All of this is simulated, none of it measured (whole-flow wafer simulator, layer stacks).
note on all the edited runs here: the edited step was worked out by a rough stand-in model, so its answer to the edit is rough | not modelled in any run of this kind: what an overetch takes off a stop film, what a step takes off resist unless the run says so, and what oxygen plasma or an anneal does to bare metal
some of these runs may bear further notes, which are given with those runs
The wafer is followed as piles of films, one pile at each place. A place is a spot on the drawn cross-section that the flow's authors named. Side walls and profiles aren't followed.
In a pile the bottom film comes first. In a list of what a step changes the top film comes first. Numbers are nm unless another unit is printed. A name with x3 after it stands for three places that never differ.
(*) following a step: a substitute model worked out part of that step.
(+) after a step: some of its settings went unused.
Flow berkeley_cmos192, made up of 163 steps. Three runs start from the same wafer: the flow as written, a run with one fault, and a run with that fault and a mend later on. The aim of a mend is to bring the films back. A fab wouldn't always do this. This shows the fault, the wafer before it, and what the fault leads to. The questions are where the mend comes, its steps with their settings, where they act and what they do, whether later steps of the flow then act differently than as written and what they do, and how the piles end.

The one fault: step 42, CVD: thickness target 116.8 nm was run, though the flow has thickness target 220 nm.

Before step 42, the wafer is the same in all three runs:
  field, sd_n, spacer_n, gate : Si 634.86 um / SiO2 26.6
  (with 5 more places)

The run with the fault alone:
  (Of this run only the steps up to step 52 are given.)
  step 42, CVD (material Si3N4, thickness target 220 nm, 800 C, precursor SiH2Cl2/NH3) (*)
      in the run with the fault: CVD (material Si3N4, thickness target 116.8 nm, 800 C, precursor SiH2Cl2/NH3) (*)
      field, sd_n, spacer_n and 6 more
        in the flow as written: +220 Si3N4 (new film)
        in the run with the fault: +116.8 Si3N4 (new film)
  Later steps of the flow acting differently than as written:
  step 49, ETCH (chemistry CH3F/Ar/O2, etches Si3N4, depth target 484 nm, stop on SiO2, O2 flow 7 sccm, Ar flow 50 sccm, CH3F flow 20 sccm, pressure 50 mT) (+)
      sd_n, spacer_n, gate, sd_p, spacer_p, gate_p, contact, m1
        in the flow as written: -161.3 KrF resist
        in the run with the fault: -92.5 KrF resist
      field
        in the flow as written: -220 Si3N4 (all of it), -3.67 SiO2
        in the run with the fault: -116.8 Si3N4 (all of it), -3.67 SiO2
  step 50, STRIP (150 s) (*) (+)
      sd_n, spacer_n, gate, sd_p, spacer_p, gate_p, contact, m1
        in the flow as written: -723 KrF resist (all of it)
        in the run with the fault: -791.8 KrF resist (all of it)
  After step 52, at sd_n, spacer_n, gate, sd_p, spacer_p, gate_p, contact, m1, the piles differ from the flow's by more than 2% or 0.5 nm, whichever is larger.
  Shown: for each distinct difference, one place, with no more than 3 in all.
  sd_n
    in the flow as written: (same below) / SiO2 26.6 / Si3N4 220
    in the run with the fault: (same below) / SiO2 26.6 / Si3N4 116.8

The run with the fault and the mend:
  The mend stands after step 48.
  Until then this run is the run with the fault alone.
  step 48a, STRIP (150 s) (*) (+)
      sd_n, spacer_n, gate, sd_p, spacer_p, gate_p, contact, m1
        -884.4 KrF resist (all of it)
  step 48b, CLEAN (chemistry SPM) (the flow's step 34 again)
      leaves every film unchanged at each place that is followed
  step 48c, CVD (material Si3N4, thickness target 103.2 nm, 800 C, precursor SiH2Cl2/NH3) (*) (the flow's step 42 again, with other settings)
      field, sd_n, spacer_n and 6 more
        +103.2 Si3N4
  step 48d, HMDS (the flow's step 43 again)
      leaves every film unchanged at each place that is followed
  step 48e, COAT (KrF resist, thickness 900 nm) (the flow's step 44 again)
      field, sd_n, spacer_n and 6 more
        +900 KrF resist (new film)
  step 48f, SOFTBAKE (KrF resist) (the flow's step 45 again)
      leaves every film unchanged at each place that is followed
  step 48g, EXPOSE (photomask ACTIVE, dose 18 mJ/cm2, NA 0.5, wavelength 248 nm) (*) (the flow's step 46 again)
      leaves every film unchanged at each place that is followed
  step 48h, PEB (KrF resist, 130 C, 60 s) (the flow's step 47 again)
      field, sd_n, spacer_n and 6 more
        -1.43 KrF resist
  step 48i, DEVELOP (KrF resist, thickness 900 nm, developer developer-D-0.26N, 45 s) (the flow's step 48 again)
      sd_n, spacer_n, gate, sd_p, spacer_p, gate_p, contact, m1
        -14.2 KrF resist
      field
        -898.6 KrF resist (all of it)
  None of the later steps of the flow acts differently than as written at any place that is followed.
  By the end, the piles equal the flow's at every place that both follow.
